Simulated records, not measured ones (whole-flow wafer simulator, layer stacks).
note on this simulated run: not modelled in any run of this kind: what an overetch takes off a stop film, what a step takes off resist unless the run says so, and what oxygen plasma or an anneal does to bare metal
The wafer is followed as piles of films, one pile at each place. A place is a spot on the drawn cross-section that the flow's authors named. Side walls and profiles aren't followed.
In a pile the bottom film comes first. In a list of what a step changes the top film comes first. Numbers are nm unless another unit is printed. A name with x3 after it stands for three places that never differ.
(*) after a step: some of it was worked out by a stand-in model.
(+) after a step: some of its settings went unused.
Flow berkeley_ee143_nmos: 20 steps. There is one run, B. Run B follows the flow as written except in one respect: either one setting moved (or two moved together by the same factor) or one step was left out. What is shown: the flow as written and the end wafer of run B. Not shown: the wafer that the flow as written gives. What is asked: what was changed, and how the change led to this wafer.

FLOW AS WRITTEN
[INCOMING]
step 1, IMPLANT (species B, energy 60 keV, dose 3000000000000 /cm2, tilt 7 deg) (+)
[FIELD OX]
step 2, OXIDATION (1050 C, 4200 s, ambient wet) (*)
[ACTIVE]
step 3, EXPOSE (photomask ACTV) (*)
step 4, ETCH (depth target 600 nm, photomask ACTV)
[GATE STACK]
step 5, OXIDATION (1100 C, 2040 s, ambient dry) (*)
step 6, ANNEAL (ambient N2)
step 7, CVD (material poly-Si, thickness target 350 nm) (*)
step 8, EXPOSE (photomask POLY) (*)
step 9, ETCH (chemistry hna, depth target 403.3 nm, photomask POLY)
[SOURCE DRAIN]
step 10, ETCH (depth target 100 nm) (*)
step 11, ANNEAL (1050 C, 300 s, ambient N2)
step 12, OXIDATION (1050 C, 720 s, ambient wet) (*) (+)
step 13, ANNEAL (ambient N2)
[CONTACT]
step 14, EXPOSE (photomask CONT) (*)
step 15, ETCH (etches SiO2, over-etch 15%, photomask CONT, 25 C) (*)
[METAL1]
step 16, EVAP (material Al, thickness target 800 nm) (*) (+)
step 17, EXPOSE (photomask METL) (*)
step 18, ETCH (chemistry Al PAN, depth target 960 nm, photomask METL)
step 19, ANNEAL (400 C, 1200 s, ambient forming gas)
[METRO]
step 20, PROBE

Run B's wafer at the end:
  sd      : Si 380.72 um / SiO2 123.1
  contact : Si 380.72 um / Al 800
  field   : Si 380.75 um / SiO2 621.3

The reason: step 9, ETCH: depth target 330.9 nm was run, whereas the flow has depth target 403.3 nm.

The path from the change to this, step by step:
  step 9, ETCH (chemistry hna, depth target 403.3 nm, photomask POLY)
      sd, contact, field: -330.9 poly-Si (in the flow as written it would be: -350 poly-Si (all of it))
  step 10, ETCH (depth target 100 nm) (*)
      sd, contact: nothing (in the flow as written it would be: -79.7 SiO2 (all of it))
      field: nothing (in the flow as written it would be: -100 SiO2)
  step 12, OXIDATION (1050 C, 720 s, ambient wet) (*) (+)
      sd, contact: -19.1 poly-Si (all of it), +43.4 SiO2 (in the flow as written it would be: +189.4 SiO2 (new film), -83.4 Si)
      field: -19.1 poly-Si (all of it), +43.4 SiO2 (in the flow as written it would be: +69.1 SiO2, -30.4 Si)
  step 15, ETCH (etches SiO2, over-etch 15%, photomask CONT, 25 C) (*)
      contact: -123.1 SiO2 (all of it) (in the flow as written it would be: -189.4 SiO2 (all of it))
